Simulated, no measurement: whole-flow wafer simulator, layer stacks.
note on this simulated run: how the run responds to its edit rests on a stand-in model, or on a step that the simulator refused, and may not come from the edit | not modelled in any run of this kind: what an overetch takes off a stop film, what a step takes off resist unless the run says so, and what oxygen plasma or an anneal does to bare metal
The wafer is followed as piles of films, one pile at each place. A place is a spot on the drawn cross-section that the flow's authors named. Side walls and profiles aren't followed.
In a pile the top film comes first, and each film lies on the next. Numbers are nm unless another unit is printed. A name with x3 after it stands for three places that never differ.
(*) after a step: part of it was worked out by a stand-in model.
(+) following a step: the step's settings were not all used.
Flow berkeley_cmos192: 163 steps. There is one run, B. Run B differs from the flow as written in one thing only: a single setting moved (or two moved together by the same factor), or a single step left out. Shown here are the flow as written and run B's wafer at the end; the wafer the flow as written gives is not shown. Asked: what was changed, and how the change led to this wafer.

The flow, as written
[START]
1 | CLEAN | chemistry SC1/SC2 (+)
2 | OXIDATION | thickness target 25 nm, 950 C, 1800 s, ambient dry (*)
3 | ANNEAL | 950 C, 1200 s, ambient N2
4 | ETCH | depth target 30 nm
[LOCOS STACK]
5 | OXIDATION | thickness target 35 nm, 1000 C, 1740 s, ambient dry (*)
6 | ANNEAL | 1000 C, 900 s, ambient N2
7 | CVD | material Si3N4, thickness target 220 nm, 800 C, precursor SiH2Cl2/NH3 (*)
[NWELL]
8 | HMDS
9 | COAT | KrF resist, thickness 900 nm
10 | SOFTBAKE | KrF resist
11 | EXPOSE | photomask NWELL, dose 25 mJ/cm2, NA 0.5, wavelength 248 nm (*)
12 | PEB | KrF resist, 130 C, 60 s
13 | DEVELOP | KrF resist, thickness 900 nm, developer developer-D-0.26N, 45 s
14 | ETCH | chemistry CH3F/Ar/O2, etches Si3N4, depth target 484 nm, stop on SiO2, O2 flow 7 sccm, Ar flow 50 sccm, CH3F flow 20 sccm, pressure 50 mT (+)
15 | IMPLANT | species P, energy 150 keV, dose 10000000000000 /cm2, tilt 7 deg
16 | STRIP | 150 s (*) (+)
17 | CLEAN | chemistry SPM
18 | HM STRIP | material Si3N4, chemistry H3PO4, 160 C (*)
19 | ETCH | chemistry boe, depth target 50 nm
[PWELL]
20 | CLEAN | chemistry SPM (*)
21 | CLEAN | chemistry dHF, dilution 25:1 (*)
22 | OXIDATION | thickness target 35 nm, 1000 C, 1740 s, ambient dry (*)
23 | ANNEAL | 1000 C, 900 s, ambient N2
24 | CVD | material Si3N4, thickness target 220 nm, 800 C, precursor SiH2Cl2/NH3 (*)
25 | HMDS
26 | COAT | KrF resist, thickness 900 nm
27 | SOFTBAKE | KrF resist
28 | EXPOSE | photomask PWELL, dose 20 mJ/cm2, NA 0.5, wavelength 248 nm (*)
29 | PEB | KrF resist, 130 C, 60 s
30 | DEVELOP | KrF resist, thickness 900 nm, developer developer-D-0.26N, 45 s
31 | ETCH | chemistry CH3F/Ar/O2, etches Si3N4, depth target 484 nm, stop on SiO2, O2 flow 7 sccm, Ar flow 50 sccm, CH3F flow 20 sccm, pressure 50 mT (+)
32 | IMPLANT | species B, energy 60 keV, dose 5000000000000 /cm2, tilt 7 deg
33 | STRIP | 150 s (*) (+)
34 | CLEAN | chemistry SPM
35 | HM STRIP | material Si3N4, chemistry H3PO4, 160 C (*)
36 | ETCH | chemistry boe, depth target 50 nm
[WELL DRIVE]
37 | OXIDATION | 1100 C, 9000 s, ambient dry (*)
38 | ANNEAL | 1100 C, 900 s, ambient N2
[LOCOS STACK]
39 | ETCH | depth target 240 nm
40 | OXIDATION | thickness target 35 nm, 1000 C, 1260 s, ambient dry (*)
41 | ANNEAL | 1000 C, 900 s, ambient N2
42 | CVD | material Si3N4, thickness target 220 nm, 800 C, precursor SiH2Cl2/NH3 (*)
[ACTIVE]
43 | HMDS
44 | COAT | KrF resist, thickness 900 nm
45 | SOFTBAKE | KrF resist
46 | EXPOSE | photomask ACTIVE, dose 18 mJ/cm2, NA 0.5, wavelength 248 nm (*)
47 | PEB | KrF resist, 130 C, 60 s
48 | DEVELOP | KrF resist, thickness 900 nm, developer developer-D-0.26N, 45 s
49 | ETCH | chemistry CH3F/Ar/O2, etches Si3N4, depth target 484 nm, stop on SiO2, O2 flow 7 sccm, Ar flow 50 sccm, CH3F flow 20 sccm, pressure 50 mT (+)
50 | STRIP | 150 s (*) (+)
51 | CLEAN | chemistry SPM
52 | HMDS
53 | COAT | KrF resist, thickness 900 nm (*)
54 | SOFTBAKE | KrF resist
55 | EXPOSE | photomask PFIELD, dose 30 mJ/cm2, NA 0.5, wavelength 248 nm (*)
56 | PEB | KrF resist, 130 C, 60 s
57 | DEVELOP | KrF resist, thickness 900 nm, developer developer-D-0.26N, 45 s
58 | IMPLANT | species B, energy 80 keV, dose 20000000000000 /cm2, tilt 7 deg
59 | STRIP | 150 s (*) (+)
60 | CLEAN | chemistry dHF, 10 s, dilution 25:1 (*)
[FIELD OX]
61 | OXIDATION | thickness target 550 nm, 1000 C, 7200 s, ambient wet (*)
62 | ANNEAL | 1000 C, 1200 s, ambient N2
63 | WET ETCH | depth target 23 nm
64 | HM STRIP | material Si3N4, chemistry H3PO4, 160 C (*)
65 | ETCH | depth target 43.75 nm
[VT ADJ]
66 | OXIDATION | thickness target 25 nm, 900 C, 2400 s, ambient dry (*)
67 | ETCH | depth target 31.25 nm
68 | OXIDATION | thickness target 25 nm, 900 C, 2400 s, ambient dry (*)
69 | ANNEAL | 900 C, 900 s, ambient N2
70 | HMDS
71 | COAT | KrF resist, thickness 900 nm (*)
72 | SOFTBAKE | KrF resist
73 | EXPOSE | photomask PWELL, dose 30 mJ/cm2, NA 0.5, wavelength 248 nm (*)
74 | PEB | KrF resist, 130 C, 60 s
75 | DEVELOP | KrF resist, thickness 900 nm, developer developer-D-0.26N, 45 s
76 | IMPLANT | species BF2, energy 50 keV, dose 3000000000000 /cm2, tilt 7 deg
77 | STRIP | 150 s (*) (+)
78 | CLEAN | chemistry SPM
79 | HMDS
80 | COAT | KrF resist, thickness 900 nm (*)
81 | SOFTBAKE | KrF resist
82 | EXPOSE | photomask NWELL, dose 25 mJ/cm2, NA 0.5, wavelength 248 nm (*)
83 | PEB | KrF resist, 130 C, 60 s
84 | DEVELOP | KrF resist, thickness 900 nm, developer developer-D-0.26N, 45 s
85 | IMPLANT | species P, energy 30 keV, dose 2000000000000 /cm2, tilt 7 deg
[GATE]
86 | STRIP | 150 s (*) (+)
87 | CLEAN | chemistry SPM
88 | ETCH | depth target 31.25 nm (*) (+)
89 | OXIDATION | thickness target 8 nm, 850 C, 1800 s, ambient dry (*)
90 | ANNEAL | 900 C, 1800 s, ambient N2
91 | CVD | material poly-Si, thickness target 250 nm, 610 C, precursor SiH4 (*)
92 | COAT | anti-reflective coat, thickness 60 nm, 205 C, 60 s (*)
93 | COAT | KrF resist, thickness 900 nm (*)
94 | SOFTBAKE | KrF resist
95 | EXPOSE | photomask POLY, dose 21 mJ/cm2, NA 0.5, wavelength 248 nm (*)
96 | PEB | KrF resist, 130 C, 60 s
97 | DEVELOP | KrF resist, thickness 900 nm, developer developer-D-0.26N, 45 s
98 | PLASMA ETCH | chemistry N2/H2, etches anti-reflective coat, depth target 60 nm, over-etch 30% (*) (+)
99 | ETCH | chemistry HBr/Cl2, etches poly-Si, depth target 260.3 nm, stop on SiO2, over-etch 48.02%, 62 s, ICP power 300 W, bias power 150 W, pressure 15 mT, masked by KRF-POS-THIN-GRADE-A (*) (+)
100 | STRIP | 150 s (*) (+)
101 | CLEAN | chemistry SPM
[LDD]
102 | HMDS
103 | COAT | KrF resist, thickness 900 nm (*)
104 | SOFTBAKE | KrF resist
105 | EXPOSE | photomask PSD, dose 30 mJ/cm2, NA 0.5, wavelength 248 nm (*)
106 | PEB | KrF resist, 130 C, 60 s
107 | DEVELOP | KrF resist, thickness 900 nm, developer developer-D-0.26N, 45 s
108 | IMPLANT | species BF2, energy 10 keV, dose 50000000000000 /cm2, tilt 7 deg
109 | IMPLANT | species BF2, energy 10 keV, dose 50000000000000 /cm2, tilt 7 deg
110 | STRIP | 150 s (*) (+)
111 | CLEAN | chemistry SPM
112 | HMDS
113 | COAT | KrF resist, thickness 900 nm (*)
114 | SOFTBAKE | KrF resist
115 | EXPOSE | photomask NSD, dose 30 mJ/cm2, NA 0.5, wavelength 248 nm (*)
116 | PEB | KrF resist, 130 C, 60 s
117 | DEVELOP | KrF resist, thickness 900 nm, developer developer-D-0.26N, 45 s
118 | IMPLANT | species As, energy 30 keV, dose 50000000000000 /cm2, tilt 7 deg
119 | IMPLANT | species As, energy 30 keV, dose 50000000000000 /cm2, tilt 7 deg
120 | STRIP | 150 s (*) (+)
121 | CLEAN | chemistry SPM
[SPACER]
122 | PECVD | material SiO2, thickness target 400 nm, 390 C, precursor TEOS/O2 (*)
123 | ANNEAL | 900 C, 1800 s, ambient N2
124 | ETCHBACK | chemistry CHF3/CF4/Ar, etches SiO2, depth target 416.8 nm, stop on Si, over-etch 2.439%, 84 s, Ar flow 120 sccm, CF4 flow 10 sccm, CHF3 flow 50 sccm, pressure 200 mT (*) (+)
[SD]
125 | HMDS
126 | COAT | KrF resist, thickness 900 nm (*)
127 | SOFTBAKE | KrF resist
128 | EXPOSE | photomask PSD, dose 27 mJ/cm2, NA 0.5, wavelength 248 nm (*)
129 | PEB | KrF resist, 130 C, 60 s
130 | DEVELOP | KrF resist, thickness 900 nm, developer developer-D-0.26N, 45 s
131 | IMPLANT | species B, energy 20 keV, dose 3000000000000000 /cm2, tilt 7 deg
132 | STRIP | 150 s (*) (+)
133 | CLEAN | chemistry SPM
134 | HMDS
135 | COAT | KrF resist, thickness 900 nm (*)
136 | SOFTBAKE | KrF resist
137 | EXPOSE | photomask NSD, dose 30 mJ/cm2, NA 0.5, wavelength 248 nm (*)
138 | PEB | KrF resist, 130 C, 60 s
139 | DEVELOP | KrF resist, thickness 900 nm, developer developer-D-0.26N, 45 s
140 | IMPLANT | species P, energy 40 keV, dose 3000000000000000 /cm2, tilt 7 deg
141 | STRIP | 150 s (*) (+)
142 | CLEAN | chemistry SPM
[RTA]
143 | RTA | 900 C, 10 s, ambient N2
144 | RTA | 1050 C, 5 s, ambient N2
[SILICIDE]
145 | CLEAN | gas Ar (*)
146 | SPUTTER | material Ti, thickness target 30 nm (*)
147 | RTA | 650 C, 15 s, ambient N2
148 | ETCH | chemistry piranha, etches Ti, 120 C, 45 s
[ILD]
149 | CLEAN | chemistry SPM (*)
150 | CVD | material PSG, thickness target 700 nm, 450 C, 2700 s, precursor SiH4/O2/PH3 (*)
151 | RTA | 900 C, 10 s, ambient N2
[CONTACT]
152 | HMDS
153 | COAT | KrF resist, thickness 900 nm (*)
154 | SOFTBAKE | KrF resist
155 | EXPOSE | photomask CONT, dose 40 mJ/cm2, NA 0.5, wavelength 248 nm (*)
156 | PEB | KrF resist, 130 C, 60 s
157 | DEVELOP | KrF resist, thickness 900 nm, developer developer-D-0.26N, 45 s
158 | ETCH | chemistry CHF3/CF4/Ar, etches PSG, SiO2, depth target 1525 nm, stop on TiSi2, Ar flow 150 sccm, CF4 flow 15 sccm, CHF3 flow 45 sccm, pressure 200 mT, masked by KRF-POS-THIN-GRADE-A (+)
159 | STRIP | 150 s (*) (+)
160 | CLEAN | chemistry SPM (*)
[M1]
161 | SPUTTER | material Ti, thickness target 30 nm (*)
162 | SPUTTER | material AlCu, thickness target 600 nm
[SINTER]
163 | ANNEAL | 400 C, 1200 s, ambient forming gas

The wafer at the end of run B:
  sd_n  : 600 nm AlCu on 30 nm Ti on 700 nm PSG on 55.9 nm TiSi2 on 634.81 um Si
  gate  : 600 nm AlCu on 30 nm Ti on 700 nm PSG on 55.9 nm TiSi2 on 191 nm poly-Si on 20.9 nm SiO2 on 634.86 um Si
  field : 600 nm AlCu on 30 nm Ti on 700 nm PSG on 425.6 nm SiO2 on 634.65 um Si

Cause: step 39, ETCH: depth target 99 nm was run, whereas the flow has depth target 240 nm.

Step by step, how the change led to this:
  39 | ETCH | depth target 240 nm
      field, sd_n, spacer_n and 6 more: SiO2 loses 99 (in the flow as written it would be: SiO2 loses 197.6 (all of it))
  40 | OXIDATION | thickness target 35 nm, 1000 C, 1260 s, ambient dry (*)
      field, sd_n, spacer_n and 6 more: SiO2 gains 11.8, Si loses 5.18 (in the flow as written it would be: SiO2 gains 26.6 (new film), Si loses 11.7)
  61 | OXIDATION | thickness target 550 nm, 1000 C, 7200 s, ambient wet (*)
      sd_n, sd_p: SiO2 gains 12.1 (new film), Si3N4 loses 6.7 (in the flow as written it would be: SiO2 gains 12.1 (new film), Si3N4 loses 6.7, SiO2 gains 0.06, Si loses 0.06)
      gate: SiO2 gains 12.1 (new film), Si3N4 loses 6.7 (in the flow as written it would be: SiO2 gains 12.1 (new film), Si3N4 loses 6.7, SiO2 gains 0.05, Si loses 0.05)
      (also at 1 further place)
  65 | ETCH | depth target 43.75 nm
      sd_n, spacer_n, gate, sd_p, spacer_p, gate_p, contact, m1: SiO2 loses 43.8 (in the flow as written it would be: SiO2 loses 24.6 (all of it))
  66 | OXIDATION | thickness target 25 nm, 900 C, 2400 s, ambient dry (*)
      sd_n, spacer_n, gate, sd_p, spacer_p, gate_p, contact, m1: SiO2 gains 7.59, Si loses 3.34 (in the flow as written it would be: SiO2 gains 14.9 (new film), Si loses 6.57)
  67 | ETCH | depth target 31.25 nm
      sd_n, spacer_n, gate, sd_p, spacer_p, gate_p, contact, m1: SiO2 loses 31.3 (in the flow as written it would be: SiO2 loses 14.9 (all of it))
  68 | OXIDATION | thickness target 25 nm, 900 C, 2400 s, ambient dry (*)
      sd_n, spacer_n, gate, sd_p, spacer_p, gate_p, contact, m1: SiO2 gains 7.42, Si loses 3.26 (in the flow as written it would be: SiO2 gains 14.9 (new film), Si loses 6.57)
  88 | ETCH | depth target 31.25 nm (*) (+)
      sd_n, spacer_n, gate, sd_p, spacer_p, gate_p, contact, m1: SiO2 loses 31.2 (in the flow as written it would be: SiO2 loses 14.9 (all of it))
  89 | OXIDATION | thickness target 8 nm, 850 C, 1800 s, ambient dry (*)
      sd_n, spacer_n, gate, sd_p, spacer_p, gate_p, contact, m1: SiO2 gains 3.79, Si loses 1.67 (in the flow as written it would be: SiO2 gains 7.48 (new film), Si loses 3.29)
  92 | COAT | anti-reflective coat, thickness 60 nm, 205 C, 60 s (*)
      sd_n: anti-reflective coat gains 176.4 (new film) (in the flow as written it would be: anti-reflective coat gains 152.4 (new film))
      spacer_n: anti-reflective coat gains 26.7 (new film) (in the flow as written it would be: anti-reflective coat gains 33.8 (new film))
      (also at 6 further places)
  93 | COAT | KrF resist, thickness 900 nm (*)
      spacer_n: KrF resist gains 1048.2 (new film) (in the flow as written it would be: KrF resist gains 1021.2 (new film))
      gate: KrF resist gains 1051.1 (new film) (in the flow as written it would be: KrF resist gains 1023.8 (new film))
  97 | DEVELOP | KrF resist, thickness 900 nm, developer developer-D-0.26N, 45 s
      spacer_n: KrF resist loses 1046.5 (all of it) (in the flow as written it would be: KrF resist loses 1019.5 (all of it))
  98 | PLASMA ETCH | chemistry N2/H2, etches anti-reflective coat, depth target 60 nm, over-etch 30% (*) (+)
      field: anti-reflective coat loses 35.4 (all of it), poly-Si loses 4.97 (in the flow as written it would be: anti-reflective coat loses 35.3 (all of it), poly-Si loses 4.18)
      sd_n: anti-reflective coat loses 176.4 (all of it), poly-Si loses 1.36 (in the flow as written it would be: anti-reflective coat loses 152.4 (all of it), poly-Si loses 1.17)
      (also at 5 further places)
  100 | STRIP | 150 s (*) (+)
      gate: chemical SiO2 gains 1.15 (new film), KrF resist loses 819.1 (all of it), anti-reflective coat loses 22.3 (all of it), poly-Si loses 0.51 (in the flow as written it would be: chemical SiO2 gains 1.15 (new film), KrF resist loses 791.8 (all of it), anti-reflective coat loses 30 (all of it), poly-Si loses 0.51)
      gate_p: chemical SiO2 gains 1.15 (new film), KrF resist loses 782.2 (all of it), anti-reflective coat loses 26.1 (all of it), poly-Si loses 0.51 (in the flow as written it would be: chemical SiO2 gains 1.15 (new film), KrF resist loses 765.1 (all of it), anti-reflective coat loses 31 (all of it), poly-Si loses 0.51)
  124 | ETCHBACK | chemistry CHF3/CF4/Ar, etches SiO2, depth target 416.8 nm, stop on Si, over-etch 2.439%, 84 s, Ar flow 120 sccm, CF4 flow 10 sccm, CHF3 flow 50 sccm, pressure 200 mT (*) (+)
      sd_n: SiO2 loses 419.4 (all of it) (in the flow as written it would be: SiO2 loses 406 (all of it))
      sd_p: SiO2 loses 402.4 (all of it) (in the flow as written it would be: SiO2 loses 391.4 (all of it))
      (also at 2 further places)
  126 | COAT | KrF resist, thickness 900 nm (*)
      sd_n: KrF resist gains 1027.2 (new film) (in the flow as written it would be: KrF resist gains 999.7 (new film))
      sd_p: KrF resist gains 1028.1 (new film) (in the flow as written it would be: KrF resist gains 1006.2 (new film))
      (also at 2 further places)
  ... another 12 steps ...
  162 | SPUTTER | material AlCu, thickness target 600 nm
      sd_p: AlCu gains 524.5 (new film) (in the flow as written it would be: AlCu gains 551.2 (new film))
